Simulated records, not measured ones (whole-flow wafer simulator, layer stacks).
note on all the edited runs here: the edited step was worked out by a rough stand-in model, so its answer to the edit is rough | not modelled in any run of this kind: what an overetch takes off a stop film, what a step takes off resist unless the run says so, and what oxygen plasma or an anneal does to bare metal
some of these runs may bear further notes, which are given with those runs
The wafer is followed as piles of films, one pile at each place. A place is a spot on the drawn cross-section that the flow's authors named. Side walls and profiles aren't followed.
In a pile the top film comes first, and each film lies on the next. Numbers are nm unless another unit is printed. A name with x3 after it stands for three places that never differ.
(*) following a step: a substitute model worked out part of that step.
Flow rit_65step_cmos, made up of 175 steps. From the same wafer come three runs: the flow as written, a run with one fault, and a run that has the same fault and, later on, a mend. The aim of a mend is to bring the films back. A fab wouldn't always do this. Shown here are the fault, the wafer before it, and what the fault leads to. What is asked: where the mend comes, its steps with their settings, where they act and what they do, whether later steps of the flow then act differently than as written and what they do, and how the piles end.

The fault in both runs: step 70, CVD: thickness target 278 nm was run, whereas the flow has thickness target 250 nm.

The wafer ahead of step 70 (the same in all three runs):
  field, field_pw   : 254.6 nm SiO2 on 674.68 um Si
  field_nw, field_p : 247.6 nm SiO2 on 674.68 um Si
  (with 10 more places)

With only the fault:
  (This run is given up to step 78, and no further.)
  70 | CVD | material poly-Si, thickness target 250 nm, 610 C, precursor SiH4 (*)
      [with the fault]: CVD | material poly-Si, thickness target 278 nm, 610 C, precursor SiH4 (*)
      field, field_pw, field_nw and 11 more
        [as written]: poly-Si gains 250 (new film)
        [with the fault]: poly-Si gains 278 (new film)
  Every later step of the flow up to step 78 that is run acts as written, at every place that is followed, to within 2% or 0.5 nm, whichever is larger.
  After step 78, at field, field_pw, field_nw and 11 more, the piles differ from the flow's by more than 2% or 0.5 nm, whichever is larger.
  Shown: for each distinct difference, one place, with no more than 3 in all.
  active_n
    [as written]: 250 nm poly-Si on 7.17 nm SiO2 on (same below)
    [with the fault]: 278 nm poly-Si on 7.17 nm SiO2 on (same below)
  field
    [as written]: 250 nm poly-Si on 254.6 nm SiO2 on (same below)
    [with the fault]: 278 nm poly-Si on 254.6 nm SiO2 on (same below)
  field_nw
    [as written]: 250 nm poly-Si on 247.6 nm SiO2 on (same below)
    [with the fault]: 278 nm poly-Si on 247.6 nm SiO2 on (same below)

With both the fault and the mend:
  The mend stands after step 71.
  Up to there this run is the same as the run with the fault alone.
  71a | ETCH | chemistry tmah, depth target 319.7 nm
      field, field_pw, field_nw and 11 more
        poly-Si loses 278 (all of it)
  71b | CLEAN | chemistry SC2, 75 C, 600 s (the flow's step 66, run once more)
      leaves every film unchanged at each place that is followed
  71c | CVD | material poly-Si, thickness target 250 nm, 610 C, precursor SiH4 (*) (the flow's step 70, run once more)
      field, field_pw, field_nw and 11 more
        poly-Si gains 250 (new film)
  Every later step of the flow that is run acts as written at every place that is followed.
  The piles end the same as the flow's at every place that both follow.
